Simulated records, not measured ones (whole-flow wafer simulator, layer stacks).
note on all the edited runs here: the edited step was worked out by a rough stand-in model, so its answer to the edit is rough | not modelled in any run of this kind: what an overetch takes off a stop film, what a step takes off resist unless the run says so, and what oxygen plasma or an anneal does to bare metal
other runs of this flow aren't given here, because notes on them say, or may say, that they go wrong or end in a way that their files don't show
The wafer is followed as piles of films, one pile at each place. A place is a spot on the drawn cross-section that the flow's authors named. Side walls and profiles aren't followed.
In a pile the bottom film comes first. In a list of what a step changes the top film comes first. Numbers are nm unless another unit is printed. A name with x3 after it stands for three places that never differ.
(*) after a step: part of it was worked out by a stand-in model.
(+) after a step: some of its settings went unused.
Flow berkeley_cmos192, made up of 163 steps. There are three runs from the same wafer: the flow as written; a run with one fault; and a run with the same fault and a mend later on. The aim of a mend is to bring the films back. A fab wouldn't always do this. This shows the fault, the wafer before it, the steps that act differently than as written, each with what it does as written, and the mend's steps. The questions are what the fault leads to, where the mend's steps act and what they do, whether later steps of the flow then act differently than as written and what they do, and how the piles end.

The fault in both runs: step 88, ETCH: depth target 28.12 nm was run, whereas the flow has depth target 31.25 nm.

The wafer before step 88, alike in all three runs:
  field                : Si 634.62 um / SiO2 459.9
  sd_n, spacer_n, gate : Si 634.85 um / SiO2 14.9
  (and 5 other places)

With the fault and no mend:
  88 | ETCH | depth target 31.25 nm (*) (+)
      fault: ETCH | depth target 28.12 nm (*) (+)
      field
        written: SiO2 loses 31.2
        fault: SiO2 loses 28.1
  Steps further on in the flow that do not act as written (not shown: 31 more steps that differ only slightly, by at most 2% or 0.5 nm, whichever is larger):
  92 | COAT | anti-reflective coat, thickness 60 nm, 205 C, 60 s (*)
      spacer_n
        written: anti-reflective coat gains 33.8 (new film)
        fault: anti-reflective coat gains 33 (new film)
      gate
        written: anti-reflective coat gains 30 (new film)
        fault: anti-reflective coat gains 29.2 (new film)
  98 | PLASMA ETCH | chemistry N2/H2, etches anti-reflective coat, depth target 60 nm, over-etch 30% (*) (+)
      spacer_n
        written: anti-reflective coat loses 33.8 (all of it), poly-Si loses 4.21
        fault: anti-reflective coat loses 33 (all of it), poly-Si loses 4.3
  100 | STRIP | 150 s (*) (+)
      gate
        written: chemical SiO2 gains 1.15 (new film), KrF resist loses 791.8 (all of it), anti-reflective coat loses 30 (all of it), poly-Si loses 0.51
        fault: chemical SiO2 gains 1.15 (new film), KrF resist loses 794.4 (all of it), anti-reflective coat loses 29.2 (all of it), poly-Si loses 0.51
  The piles end only slightly different from the flow's at the places that both follow, by no more than 2% or 0.5 nm, whichever is larger.

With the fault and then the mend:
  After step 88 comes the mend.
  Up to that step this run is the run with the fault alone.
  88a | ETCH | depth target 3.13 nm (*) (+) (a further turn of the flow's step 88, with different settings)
      field
        SiO2 loses 3.13
  Later steps of the flow that are run all act as written at every place that is followed.
  By the end, the piles equal the flow's at every place that both follow.
